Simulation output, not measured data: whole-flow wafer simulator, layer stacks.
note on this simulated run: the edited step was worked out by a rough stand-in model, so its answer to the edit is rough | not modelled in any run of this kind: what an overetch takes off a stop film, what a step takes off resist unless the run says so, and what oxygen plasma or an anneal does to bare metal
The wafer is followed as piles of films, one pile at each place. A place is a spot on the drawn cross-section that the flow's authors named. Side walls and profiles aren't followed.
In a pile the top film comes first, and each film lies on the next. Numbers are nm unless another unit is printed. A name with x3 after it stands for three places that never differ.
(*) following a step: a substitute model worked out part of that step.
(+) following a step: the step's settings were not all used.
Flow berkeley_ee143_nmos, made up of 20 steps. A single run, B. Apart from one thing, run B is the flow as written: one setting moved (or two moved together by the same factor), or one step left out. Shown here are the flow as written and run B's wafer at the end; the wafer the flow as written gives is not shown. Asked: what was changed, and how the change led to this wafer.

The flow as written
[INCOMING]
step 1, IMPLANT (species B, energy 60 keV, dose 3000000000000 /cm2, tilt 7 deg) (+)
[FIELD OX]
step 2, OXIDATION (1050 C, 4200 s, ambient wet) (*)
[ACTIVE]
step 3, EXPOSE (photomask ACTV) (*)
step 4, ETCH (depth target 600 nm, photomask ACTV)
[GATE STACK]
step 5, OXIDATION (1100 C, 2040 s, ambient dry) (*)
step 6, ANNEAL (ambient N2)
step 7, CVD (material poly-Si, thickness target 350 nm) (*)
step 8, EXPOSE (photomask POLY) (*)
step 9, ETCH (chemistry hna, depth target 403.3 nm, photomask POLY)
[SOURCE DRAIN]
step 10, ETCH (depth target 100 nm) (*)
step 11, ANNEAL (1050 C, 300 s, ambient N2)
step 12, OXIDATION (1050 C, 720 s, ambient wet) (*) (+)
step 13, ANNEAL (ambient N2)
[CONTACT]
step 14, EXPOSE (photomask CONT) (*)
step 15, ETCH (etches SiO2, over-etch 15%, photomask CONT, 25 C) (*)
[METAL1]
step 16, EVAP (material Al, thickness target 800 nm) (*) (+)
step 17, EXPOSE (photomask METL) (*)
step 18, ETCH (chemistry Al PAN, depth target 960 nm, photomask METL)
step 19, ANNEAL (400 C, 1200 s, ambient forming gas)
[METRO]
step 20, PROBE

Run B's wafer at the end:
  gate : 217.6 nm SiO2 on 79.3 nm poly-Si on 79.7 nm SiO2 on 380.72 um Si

Cause: step 7, CVD: thickness target 175 nm was run, while the flow as written has thickness target 350 nm.

Step by step, how the change led to this:
  step 7, CVD (material poly-Si, thickness target 350 nm) (*)
      gate, sd, contact, field: +175 poly-Si (new film) (as written it would have been: +350 poly-Si (new film))
  step 9, ETCH (chemistry hna, depth target 403.3 nm, photomask POLY)
      sd, contact, field: -175 poly-Si (all of it) (as written it would have been: -350 poly-Si (all of it))
